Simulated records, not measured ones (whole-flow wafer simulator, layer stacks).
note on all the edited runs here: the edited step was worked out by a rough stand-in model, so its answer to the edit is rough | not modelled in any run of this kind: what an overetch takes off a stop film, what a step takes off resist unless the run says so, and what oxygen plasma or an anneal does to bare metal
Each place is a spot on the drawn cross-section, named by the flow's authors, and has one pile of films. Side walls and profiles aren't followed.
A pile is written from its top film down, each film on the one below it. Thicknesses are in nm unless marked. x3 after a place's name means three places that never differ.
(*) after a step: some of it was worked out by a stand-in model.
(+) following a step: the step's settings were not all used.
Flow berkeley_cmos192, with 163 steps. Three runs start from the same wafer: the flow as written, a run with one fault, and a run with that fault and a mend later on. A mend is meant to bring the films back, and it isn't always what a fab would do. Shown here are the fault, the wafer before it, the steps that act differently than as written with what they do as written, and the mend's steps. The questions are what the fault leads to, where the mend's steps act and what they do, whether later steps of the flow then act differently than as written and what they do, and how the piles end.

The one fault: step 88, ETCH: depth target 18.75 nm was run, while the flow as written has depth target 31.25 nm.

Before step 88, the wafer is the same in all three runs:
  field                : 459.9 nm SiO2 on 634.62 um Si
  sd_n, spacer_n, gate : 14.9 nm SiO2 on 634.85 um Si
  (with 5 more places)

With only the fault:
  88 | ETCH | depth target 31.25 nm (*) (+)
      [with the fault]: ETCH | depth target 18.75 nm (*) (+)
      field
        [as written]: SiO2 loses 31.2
        [with the fault]: SiO2 loses 18.8
  Steps later in the flow that act otherwise than as written (not shown: 34 more steps that differ only slightly, by at most 2% or 0.5 nm, whichever is larger):
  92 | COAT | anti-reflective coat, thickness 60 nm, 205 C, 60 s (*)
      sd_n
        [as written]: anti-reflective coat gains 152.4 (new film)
        [with the fault]: anti-reflective coat gains 161.1 (new film)
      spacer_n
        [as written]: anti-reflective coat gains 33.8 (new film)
        [with the fault]: anti-reflective coat gains 30.8 (new film)
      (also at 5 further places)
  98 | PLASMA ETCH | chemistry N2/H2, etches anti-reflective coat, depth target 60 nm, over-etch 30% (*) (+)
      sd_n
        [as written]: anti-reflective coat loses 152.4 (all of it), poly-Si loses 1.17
        [with the fault]: anti-reflective coat loses 161.1 (all of it), poly-Si loses 1.24
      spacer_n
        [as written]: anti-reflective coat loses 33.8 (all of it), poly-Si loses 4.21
        [with the fault]: anti-reflective coat loses 30.8 (all of it), poly-Si loses 4.58
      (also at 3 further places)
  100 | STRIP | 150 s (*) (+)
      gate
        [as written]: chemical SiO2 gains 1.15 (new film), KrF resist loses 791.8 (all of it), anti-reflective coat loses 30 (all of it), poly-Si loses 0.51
        [with the fault]: chemical SiO2 gains 1.15 (new film), KrF resist loses 802.3 (all of it), anti-reflective coat loses 26.8 (all of it), poly-Si loses 0.51
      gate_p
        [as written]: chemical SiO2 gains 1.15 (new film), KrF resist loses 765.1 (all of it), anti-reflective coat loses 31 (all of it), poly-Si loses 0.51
        [with the fault]: chemical SiO2 gains 1.15 (new film), KrF resist loses 772 (all of it), anti-reflective coat loses 28.7 (all of it), poly-Si loses 0.51
  By the end, the piles at field depart from the flow's by more than 2% or 0.5 nm, whichever is larger.
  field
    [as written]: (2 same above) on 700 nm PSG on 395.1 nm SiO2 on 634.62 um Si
    [with the fault]: (2 same above) on 700 nm PSG on 407.5 nm SiO2 on 634.62 um Si

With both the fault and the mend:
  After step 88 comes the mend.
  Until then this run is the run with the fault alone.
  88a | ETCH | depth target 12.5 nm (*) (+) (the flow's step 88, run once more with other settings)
      field
        SiO2 loses 12.5
  Later steps of the flow that are run all act as written at every place that is followed.
  By the end, the piles equal the flow's at every place that both follow.
